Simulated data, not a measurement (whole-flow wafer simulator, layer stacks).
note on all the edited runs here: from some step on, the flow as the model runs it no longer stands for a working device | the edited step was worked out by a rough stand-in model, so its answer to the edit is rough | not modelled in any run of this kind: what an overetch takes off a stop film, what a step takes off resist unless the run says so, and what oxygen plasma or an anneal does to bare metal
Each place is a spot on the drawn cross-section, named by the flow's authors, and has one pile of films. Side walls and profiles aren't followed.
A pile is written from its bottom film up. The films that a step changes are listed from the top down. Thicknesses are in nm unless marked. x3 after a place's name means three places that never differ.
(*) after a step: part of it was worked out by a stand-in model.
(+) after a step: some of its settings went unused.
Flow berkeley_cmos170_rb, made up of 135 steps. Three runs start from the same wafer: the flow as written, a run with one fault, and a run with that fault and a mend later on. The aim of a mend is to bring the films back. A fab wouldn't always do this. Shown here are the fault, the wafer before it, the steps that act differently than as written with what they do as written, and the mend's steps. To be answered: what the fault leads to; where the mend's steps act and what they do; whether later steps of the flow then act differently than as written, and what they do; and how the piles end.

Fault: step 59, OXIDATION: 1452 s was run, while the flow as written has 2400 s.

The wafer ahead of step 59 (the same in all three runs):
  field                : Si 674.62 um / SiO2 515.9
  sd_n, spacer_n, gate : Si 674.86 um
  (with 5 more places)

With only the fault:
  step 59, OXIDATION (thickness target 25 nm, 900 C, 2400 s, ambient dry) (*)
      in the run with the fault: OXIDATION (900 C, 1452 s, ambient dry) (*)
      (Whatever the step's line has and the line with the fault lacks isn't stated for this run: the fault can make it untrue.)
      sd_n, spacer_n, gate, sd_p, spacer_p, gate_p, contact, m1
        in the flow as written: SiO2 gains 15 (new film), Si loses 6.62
        in the run with the fault: SiO2 gains 11 (new film), Si loses 4.82
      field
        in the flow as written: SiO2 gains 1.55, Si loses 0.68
        in the run with the fault: SiO2 gains 0.94, Si loses 0.41
  Steps further on in the flow that do not act as written (not shown: 30 more steps that differ only slightly, by at most 2% or 0.5 nm, whichever is larger):
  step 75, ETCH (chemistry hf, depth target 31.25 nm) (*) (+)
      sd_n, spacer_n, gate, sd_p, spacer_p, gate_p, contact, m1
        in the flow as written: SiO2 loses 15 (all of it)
        in the run with the fault: SiO2 loses 11 (all of it)
  The piles end only slightly different from the flow's at the places that both follow, by no more than 2% or 0.5 nm, whichever is larger.

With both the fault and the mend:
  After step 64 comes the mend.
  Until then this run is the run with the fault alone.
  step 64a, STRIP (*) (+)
      sd_p
        KrF resist loses 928 (all of it)
      spacer_p
        KrF resist loses 911.2 (all of it)
      gate_p
        KrF resist loses 910.3 (all of it)
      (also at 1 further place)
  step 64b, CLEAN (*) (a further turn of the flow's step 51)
      alters no film at any place that is followed
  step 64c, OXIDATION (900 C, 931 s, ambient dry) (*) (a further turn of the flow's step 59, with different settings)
      sd_n, spacer_n, gate, sd_p, spacer_p, gate_p, contact, m1
        SiO2 gains 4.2, Si loses 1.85
      field
        SiO2 gains 0.6, Si loses 0.26
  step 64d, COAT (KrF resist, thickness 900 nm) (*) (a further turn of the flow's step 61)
      field
        KrF resist gains 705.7 (new film)
      sd_n
        KrF resist gains 957.4 (new film)
      spacer_n
        KrF resist gains 924.9 (new film)
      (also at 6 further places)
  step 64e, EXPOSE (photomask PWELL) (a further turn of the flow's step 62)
      alters no film at any place that is followed
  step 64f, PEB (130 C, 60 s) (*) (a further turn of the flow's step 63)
      alters no film at any place that is followed
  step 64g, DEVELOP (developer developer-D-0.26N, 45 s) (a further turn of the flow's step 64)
      sd_p, spacer_p, gate_p, m1
        KrF resist loses 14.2
      field
        KrF resist loses 705.7 (all of it)
      sd_n
        KrF resist loses 957.4 (all of it)
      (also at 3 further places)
  Every later step of the flow that is run acts as written, at every place that is followed, to within 2% or 0.5 nm, whichever is larger.
  The piles end only slightly different from the flow's at the places that both follow, by no more than 2% or 0.5 nm, whichever is larger.
